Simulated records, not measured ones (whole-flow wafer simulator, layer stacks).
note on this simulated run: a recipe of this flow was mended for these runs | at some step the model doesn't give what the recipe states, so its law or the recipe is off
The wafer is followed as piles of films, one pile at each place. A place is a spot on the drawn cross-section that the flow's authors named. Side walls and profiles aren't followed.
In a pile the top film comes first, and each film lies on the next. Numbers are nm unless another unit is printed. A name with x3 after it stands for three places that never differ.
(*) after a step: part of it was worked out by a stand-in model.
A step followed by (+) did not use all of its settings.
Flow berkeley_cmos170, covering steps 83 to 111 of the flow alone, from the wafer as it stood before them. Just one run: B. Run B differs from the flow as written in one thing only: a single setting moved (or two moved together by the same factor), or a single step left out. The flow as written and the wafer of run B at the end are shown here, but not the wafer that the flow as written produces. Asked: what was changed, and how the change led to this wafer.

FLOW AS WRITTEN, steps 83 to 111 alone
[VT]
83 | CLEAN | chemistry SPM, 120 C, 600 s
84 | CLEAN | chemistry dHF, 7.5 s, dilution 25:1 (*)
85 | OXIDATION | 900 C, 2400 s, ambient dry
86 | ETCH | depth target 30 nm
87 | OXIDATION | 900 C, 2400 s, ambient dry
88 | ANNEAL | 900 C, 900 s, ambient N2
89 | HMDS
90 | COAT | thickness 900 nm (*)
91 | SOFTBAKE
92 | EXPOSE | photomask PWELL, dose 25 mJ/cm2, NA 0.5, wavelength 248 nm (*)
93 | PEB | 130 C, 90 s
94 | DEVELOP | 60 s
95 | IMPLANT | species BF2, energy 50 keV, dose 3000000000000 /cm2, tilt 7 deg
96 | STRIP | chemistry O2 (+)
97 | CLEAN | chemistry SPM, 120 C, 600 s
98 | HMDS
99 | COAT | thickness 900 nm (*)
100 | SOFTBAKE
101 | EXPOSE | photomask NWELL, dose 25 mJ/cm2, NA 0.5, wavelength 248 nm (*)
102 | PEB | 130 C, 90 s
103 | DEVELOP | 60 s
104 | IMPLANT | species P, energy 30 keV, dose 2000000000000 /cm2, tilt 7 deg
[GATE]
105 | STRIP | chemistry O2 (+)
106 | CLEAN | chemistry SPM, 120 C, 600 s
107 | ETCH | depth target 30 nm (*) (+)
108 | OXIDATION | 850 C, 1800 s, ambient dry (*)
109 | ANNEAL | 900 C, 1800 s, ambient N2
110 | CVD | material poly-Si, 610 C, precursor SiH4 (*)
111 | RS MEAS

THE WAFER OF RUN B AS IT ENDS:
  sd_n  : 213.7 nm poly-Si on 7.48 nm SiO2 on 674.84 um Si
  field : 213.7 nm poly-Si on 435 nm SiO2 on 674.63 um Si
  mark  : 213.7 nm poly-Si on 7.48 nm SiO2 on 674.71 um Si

Cause: step 85, OXIDATION: 1035 C was run, though the flow has 900 C.

Step by step, how the change led to this:
  85 | OXIDATION | 900 C, 2400 s, ambient dry
      mark, sd_n, spacer_n and 9 more: SiO2 gains 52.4 (new film), Si loses 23 (in the flow as written it would be: SiO2 gains 14.9 (new film), Si loses 6.57)
      field: SiO2 gains 8.26, Si loses 3.63 (in the flow as written it would be: SiO2 gains 1.6, Si loses 0.71)
  86 | ETCH | depth target 30 nm
      mark, sd_n, spacer_n and 9 more: SiO2 loses 30 (in the flow as written it would be: SiO2 loses 14.9 (all of it))
  87 | OXIDATION | 900 C, 2400 s, ambient dry
      mark, sd_n, spacer_n and 9 more: SiO2 gains 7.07, Si loses 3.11 (in the flow as written it would be: SiO2 gains 14.9 (new film), Si loses 6.57)
  107 | ETCH | depth target 30 nm (*) (+)
      mark, sd_n, spacer_n and 9 more: SiO2 loses 29.4 (all of it) (in the flow as written it would be: SiO2 loses 14.9 (all of it))
